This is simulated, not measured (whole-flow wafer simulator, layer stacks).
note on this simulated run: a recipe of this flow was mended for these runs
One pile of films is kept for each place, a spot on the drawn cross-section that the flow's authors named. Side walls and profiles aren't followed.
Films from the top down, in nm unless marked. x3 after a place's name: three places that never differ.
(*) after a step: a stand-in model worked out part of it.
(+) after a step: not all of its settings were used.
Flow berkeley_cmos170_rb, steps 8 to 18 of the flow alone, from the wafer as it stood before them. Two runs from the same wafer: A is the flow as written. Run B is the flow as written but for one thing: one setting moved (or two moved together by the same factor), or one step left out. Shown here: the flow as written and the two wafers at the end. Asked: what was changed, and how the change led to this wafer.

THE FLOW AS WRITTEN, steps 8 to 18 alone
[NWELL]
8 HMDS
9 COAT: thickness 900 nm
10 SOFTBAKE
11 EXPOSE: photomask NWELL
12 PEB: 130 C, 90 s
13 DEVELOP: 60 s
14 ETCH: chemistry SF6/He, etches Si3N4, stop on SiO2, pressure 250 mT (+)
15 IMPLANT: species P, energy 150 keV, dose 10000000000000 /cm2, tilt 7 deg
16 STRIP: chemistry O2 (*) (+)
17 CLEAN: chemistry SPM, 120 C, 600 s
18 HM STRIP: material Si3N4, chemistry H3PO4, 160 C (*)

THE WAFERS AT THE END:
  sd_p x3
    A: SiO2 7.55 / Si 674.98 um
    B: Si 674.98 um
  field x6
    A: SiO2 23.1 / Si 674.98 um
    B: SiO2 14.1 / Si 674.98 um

The cause: step 18, HM STRIP: 171 C was run, where the flow has 160 C.

How the change led to this, step by step:
  18 HM STRIP: material Si3N4, chemistry H3PO4, 160 C (*)
      sd_p x3: A SiO2 -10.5 | B SiO2 -18.1 (all of it)
      field x6: A Si3N4 -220 (all of it), SiO2 -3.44 | B Si3N4 -220 (all of it), SiO2 -12.5
